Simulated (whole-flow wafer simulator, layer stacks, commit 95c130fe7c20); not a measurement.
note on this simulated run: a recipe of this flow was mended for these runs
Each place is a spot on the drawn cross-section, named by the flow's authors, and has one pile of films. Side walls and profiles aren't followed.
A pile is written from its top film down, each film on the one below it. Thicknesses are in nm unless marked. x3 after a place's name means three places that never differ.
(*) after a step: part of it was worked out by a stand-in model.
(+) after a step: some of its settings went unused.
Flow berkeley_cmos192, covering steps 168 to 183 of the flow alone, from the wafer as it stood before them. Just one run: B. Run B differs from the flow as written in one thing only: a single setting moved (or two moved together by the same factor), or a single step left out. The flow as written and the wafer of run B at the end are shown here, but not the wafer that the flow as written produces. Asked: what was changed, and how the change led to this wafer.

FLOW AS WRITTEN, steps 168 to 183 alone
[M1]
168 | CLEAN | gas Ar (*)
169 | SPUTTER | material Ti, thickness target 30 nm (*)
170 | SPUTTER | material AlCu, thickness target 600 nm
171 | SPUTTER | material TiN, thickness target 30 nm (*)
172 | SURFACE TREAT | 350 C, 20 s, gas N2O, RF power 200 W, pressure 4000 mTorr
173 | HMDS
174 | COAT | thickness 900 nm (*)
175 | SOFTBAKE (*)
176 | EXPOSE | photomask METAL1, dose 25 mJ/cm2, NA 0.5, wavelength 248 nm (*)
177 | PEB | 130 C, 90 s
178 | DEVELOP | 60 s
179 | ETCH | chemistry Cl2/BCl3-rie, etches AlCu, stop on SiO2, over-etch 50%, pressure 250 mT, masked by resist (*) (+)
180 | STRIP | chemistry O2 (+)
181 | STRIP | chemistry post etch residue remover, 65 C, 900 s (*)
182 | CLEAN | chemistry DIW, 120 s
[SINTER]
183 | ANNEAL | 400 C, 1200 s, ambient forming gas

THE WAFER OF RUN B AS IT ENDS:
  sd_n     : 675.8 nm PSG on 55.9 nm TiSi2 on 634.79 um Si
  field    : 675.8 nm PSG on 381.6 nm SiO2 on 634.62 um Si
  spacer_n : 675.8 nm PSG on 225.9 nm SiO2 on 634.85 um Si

What caused this: step 170, SPUTTER: thickness target 780 nm was run, though the flow has thickness target 600 nm.

The path from the change to this, step by step:
  170 | SPUTTER | material AlCu, thickness target 600 nm
      field, sd_n, spacer_n, gate, spacer_p, gate_p, m1: +780 AlCu (new film) (as written it would have been: +600 AlCu (new film))
      sd_p: +733.8 AlCu (new film) (as written it would have been: +557.4 AlCu (new film))
      (and at 1 other place as well)
  171 | SPUTTER | material TiN, thickness target 30 nm (*)
      contact: +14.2 TiN (new film) (as written it would have been: +16 TiN (new film))
  174 | COAT | thickness 900 nm (*)
      contact: +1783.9 KrF-resist (new film) (as written it would have been: +1717.4 KrF-resist (new film))
  179 | ETCH | chemistry Cl2/BCl3-rie, etches AlCu, stop on SiO2, over-etch 50%, pressure 250 mT, masked by resist (*) (+)
      field, sd_n, spacer_n, gate, spacer_p, gate_p: -30 TiN (all of it), -780 AlCu (all of it), -30 Ti (all of it), -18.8 PSG (as written it would have been: -30 TiN (all of it), -600 AlCu (all of it), -30 Ti (all of it), -41.2 PSG)
      sd_p: -26.2 TiN (all of it), -733.8 AlCu (all of it), -26.8 Ti (all of it), -25.4 PSG (as written it would have been: -26.2 TiN (all of it), -557.4 AlCu (all of it), -26.8 Ti (all of it), -47.4 PSG)
  180 | STRIP | chemistry O2 (+)
      contact: -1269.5 KrF-resist (all of it) (as written it would have been: -1203.2 KrF-resist (all of it))
